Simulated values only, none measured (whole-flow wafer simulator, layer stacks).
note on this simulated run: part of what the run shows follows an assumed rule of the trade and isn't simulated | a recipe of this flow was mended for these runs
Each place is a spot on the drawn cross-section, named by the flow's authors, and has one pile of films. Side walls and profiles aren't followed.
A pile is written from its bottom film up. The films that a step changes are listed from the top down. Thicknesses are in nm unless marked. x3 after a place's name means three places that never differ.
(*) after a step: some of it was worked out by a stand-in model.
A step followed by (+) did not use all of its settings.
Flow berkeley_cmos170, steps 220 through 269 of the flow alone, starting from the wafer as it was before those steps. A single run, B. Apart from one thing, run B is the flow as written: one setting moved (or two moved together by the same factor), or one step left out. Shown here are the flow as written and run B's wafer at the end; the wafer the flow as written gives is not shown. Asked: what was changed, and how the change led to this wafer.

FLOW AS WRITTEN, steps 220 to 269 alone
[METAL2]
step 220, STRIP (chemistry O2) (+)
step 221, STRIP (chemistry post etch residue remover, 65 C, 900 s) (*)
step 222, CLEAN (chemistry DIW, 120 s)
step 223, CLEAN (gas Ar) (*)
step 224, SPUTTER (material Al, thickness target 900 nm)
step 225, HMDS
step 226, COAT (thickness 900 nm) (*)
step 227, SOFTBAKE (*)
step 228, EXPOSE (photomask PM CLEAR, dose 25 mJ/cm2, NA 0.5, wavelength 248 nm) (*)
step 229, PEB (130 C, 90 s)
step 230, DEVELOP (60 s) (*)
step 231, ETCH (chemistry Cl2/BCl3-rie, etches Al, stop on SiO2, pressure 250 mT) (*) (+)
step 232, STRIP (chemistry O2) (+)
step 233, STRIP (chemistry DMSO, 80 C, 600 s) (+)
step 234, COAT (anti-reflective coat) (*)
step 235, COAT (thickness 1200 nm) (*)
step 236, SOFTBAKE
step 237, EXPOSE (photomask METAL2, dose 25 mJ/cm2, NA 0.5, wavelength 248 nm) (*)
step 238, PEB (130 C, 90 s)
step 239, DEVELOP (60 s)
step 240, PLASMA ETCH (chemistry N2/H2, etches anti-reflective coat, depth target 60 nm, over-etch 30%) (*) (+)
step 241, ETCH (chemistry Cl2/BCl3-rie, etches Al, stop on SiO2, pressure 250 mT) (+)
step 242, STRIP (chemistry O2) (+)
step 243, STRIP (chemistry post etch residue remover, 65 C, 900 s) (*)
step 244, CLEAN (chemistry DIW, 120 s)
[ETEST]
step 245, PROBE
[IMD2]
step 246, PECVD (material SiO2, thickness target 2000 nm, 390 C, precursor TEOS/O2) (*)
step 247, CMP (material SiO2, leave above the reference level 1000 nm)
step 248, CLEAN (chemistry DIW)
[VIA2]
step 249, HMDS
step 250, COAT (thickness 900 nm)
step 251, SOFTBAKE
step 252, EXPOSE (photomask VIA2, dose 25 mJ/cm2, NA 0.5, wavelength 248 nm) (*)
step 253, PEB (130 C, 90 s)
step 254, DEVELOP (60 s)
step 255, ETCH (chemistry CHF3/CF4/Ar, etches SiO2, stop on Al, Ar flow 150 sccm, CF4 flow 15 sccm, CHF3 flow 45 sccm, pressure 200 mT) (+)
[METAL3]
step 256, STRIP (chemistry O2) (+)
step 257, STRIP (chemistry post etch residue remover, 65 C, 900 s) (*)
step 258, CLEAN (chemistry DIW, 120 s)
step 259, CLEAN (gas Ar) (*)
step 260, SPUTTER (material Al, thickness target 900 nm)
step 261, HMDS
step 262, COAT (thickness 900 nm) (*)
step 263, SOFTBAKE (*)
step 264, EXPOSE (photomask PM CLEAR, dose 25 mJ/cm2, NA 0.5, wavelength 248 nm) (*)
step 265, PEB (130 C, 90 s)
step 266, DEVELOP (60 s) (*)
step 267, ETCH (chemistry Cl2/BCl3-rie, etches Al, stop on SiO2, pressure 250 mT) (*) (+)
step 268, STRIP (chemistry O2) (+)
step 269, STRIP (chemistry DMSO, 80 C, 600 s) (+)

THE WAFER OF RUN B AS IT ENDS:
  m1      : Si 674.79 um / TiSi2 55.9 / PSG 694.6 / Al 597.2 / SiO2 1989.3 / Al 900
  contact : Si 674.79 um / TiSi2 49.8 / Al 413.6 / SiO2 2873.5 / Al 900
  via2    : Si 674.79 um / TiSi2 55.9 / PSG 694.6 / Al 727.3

Cause: step 224, SPUTTER: material Al, thickness target 900 nm, was not run.

Step by step, how the change led to this:
  step 226, COAT (thickness 900 nm) (*)
      via1: +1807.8 KrF-resist (new film) (as written it would have been: +2428.6 KrF-resist (new film))
  step 229, PEB (130 C, 90 s)
      via1: -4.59 KrF-resist (as written it would have been: -7.55 KrF-resist)
  step 230, DEVELOP (60 s) (*)
      mark: -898 KrF-resist (all of it) (as written it would have been: -898 KrF-resist (all of it), -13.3 Al)
  step 231, ETCH (chemistry Cl2/BCl3-rie, etches Al, stop on SiO2, pressure 250 mT) (*) (+)
      mark: -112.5 SiO2 (as written it would have been: -886.7 Al (all of it), -22.5 SiO2)
      field, sd_n, spacer_n and 9 more: -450 KrF-resist (as written it would have been: -533.3 KrF-resist)
  step 232, STRIP (chemistry O2) (+)
      field, spacer_n, gate_n: -433 KrF-resist (all of it) (as written it would have been: -349.7 KrF-resist (all of it))
      spacer_p, gate_p: -432.8 KrF-resist (all of it) (as written it would have been: -349.4 KrF-resist (all of it))
      (also at 7 further places)
  step 234, COAT (anti-reflective coat) (*)
      m1: +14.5 anti-reflective coat (new film) (as written it would have been: +16.6 anti-reflective coat (new film))
      via1: +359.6 anti-reflective coat (new film) (as written it would have been: +671.1 anti-reflective coat (new film))
      (also at 2 further places)
  step 235, COAT (thickness 1200 nm) (*)
      via1: +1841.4 KrF-resist (new film) (as written it would have been: +2189 KrF-resist (new film))
  step 238, PEB (130 C, 90 s)
      via1: -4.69 KrF-resist (as written it would have been: -6.08 KrF-resist)
  step 240, PLASMA ETCH (chemistry N2/H2, etches anti-reflective coat, depth target 60 nm, over-etch 30%) (*) (+)
      field, spacer_n, gate_n: -60 anti-reflective coat (all of it), -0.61 SiO2 (as written it would have been: -59.9 anti-reflective coat (all of it))
      spacer_p, gate_p: -60 anti-reflective coat (all of it), -0.61 SiO2 (as written it would have been: -60 anti-reflective coat (all of it))
      (also at 1 further place)
  step 241, ETCH (chemistry Cl2/BCl3-rie, etches Al, stop on SiO2, pressure 250 mT) (+)
      field, sd_n, spacer_n, gate_n, sd_p, spacer_p, gate_p: -112.5 SiO2 (as written it would have been: -900 Al (all of it), -56.2 SiO2)
      contact, m1, via1, m2, via2: -450 KrF-resist (as written it would have been: -675 KrF-resist)
      (also at 1 further place)
  step 242, STRIP (chemistry O2) (+)
      contact: -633 KrF-resist (all of it), -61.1 anti-reflective coat (all of it) (as written it would have been: -412 KrF-resist (all of it), -62.1 anti-reflective coat (all of it))
      m1: -644.4 KrF-resist (all of it), -14.5 anti-reflective coat (all of it) (as written it would have been: -433.1 KrF-resist (all of it), -16.6 anti-reflective coat (all of it))
      (also at 3 further places)
  step 243, STRIP (chemistry post etch residue remover, 65 C, 900 s) (*)
      contact, m1, m2, via2: nothing (as written it would have been: -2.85 Al)
  step 246, PECVD (material SiO2, thickness target 2000 nm, 390 C, precursor TEOS/O2) (*)
      contact, m1, m2, via2: +2000 SiO2 (as written it would have been: +2000 SiO2 (new film))
      via1: +2000 SiO2 (new film), +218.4 void (new film), +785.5 SiO2 (new film) (as written it would have been: +3103.6 SiO2 (new film), +387 void (new film), +151 SiO2 (new film))
  step 247, CMP (material SiO2, leave above the reference level 1000 nm)
      mark: -774.4 SiO2 (as written it would have been: nothing)
      field, spacer_n, gate_n, sd_p, spacer_p, gate_p: -886.9 SiO2 (as written it would have been: -46.6 SiO2)
      (also at 1 further place)
  step 255, ETCH (chemistry CHF3/CF4/Ar, etches SiO2, stop on Al, Ar flow 150 sccm, CF4 flow 15 sccm, CHF3 flow 45 sccm, pressure 200 mT) (+)
      field, mark, sd_n and 9 more: -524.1 KrF-resist (as written it would have been: -275.4 KrF-resist)
      via2: -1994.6 SiO2 (all of it), -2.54 Al (as written it would have been: -1000 SiO2 (all of it), -2.54 Al)
  step 256, STRIP (chemistry O2) (+)
      field, mark, sd_n and 9 more: -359 KrF-resist (all of it) (as written it would have been: -607.6 KrF-resist (all of it))
  ... another 3 steps ...
  step 268, STRIP (chemistry O2) (+)
      m1: -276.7 KrF-resist (all of it) (as written it would have been: -312 KrF-resist (all of it))
      via1: -321.3 KrF-resist (all of it) (as written it would have been: -335.1 KrF-resist (all of it))
      (also at 2 further places)
Taking metal films that touch as one body, m1 has 2 bodies (between them, from the top down: SiO2 1989.3); the flow as written gives 3 bodies (between them, from the top down: SiO2 994.6; SiO2 994.6).
Taking metal films that touch as one body, contact has 2 bodies (between them, from the top down: SiO2 2873.5); the flow as written gives 3 bodies (between them, from the top down: SiO2 994.6; SiO2 1878.9).
Taking metal films that touch as one body, via2 has 1 body; the flow as written gives 2 bodies (between them, from the top down: SiO2 994.6).
